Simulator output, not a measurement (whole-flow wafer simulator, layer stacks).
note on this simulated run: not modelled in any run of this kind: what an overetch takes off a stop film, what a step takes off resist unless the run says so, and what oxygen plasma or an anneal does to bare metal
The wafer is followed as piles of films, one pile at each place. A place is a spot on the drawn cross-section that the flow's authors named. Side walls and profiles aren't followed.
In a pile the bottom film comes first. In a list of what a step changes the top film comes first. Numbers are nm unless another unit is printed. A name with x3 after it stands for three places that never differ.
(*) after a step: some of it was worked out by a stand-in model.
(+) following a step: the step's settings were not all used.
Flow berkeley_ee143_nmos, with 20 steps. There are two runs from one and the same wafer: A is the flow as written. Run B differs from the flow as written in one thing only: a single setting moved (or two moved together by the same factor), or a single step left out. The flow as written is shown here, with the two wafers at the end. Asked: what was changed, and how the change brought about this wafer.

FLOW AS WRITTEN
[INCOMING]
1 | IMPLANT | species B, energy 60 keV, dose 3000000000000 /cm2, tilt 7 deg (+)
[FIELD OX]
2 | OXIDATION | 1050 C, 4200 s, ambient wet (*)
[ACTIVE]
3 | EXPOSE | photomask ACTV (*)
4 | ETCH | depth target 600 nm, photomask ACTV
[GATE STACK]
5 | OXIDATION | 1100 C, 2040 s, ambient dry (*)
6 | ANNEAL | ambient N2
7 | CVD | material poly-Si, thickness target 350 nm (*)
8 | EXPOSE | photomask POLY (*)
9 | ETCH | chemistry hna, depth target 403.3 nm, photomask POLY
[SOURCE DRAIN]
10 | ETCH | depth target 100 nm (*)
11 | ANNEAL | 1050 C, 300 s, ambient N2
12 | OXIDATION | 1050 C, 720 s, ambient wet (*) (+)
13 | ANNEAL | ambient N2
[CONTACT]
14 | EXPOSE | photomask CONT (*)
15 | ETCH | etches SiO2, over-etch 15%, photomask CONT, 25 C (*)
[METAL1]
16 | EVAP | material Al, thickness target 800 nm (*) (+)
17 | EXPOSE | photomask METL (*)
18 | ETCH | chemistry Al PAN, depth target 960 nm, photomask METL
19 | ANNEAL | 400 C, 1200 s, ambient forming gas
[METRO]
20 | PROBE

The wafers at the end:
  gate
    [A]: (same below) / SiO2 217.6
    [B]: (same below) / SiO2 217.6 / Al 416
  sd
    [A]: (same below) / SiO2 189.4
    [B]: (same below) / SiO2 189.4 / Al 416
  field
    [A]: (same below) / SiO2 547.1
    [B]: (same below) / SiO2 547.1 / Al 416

What caused this: step 18, ETCH: depth target 384 nm was run, while the flow as written has depth target 960 nm.

Step by step, how the change led to this:
  18 | ETCH | chemistry Al PAN, depth target 960 nm, photomask METL
      gate, sd, field: A -800 Al (all of it) | B -384 Al
Taking metal films that touch as one body, gate has 1 body; the flow as written gives 0 bodies.
Taking metal films that touch as one body, sd has 1 body; the flow as written gives 0 bodies.
Taking metal films that touch as one body, field has 1 body; the flow as written gives 0 bodies.
